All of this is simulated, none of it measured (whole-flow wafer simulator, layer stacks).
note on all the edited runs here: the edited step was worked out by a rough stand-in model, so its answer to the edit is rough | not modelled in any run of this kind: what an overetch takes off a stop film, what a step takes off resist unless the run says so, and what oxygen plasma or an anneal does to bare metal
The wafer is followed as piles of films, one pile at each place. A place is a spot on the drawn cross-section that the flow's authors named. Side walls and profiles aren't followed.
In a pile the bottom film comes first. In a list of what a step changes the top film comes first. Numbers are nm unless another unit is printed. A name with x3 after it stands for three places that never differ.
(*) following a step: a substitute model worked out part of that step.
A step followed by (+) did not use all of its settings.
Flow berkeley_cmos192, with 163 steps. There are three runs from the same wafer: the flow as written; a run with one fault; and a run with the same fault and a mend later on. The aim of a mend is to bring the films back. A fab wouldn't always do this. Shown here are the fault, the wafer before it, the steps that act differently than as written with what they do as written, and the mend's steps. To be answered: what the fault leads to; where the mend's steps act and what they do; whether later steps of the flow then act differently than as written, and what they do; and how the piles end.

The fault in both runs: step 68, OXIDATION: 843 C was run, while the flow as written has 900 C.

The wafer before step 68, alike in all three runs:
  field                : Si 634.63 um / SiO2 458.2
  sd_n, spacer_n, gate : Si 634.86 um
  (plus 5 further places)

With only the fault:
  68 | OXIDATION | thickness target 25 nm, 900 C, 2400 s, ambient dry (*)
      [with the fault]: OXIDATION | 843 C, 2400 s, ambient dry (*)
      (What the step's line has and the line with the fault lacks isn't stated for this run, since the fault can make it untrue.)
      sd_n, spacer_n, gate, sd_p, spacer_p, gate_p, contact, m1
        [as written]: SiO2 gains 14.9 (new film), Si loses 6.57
        [with the fault]: SiO2 gains 8.27 (new film), Si loses 3.64
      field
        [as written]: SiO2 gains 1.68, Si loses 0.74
        [with the fault]: SiO2 gains 0.57, Si loses 0.25
  Later steps of the flow acting differently than as written (not shown: 37 more steps that differ only slightly, by at most 2% or 0.5 nm, whichever is larger):
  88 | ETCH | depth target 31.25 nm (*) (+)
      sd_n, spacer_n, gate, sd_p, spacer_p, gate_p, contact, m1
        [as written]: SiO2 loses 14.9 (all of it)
        [with the fault]: SiO2 loses 8.27 (all of it)
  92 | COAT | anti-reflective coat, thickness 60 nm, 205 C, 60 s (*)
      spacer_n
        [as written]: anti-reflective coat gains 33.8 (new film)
        [with the fault]: anti-reflective coat gains 34.8 (new film)
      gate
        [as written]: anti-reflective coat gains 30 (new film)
        [with the fault]: anti-reflective coat gains 31 (new film)
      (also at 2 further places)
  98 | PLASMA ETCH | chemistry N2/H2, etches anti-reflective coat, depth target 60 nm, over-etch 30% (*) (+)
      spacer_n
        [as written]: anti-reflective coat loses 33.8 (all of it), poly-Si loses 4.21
        [with the fault]: anti-reflective coat loses 34.8 (all of it), poly-Si loses 4.12
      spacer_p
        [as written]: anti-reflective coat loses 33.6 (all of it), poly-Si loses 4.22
        [with the fault]: anti-reflective coat loses 34.4 (all of it), poly-Si loses 4.13
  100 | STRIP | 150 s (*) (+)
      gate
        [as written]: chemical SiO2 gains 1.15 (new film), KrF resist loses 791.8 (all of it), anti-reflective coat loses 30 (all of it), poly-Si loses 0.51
        [with the fault]: chemical SiO2 gains 1.15 (new film), KrF resist loses 789.1 (all of it), anti-reflective coat loses 31 (all of it), poly-Si loses 0.51
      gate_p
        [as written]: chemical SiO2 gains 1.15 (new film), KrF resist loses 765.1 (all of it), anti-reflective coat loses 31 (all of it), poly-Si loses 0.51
        [with the fault]: chemical SiO2 gains 1.15 (new film), KrF resist loses 763.2 (all of it), anti-reflective coat loses 31.8 (all of it), poly-Si loses 0.51
  The piles end only slightly different from the flow's at the places that both follow, by no more than 2% or 0.5 nm, whichever is larger.

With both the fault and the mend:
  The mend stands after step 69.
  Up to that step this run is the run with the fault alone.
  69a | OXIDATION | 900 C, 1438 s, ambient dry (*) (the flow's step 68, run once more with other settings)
      sd_n, spacer_n, gate, sd_p, spacer_p, gate_p, contact, m1
        SiO2 gains 6.63, Si loses 2.92
      field
        SiO2 gains 1, Si loses 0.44
  Later steps of the flow that are run all act as written at every place that is followed, up to a difference of at most 2% or 0.5 nm, whichever is larger.
  The piles end only slightly different from the flow's at the places that both follow, by no more than 2% or 0.5 nm, whichever is larger.
